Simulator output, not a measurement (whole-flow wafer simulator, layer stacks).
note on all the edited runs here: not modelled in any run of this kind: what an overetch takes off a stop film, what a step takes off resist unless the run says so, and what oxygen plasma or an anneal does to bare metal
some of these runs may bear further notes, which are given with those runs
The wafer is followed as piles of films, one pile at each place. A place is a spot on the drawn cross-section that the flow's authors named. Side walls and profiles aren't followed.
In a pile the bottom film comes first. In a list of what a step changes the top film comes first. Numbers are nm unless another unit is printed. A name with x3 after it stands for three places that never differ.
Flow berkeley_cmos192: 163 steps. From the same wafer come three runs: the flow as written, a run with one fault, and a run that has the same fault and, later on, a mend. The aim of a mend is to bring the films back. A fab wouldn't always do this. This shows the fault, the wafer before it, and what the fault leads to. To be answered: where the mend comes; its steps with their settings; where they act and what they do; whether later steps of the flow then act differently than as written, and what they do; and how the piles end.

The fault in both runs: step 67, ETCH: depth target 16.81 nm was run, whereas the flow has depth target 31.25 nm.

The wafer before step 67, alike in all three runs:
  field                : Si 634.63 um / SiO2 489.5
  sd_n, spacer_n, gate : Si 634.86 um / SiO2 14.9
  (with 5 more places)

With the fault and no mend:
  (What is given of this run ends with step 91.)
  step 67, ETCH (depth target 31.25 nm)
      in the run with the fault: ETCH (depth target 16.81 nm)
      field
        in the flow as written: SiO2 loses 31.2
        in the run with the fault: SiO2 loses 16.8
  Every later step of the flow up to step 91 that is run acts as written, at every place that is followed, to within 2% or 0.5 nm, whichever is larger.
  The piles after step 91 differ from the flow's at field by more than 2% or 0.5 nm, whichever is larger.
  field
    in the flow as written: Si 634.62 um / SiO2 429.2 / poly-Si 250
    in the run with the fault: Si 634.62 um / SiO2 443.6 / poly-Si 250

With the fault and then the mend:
  After step 67 comes the mend.
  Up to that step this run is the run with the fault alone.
  step 67a, ETCH (depth target 14.44 nm) (a further turn of the flow's step 67, with different settings)
      field
        SiO2 loses 14.4
  Every later step of the flow that is run acts as written, at every place that is followed, to within 2% or 0.5 nm, whichever is larger.
  By the end, the piles equal the flow's at every place that both follow.
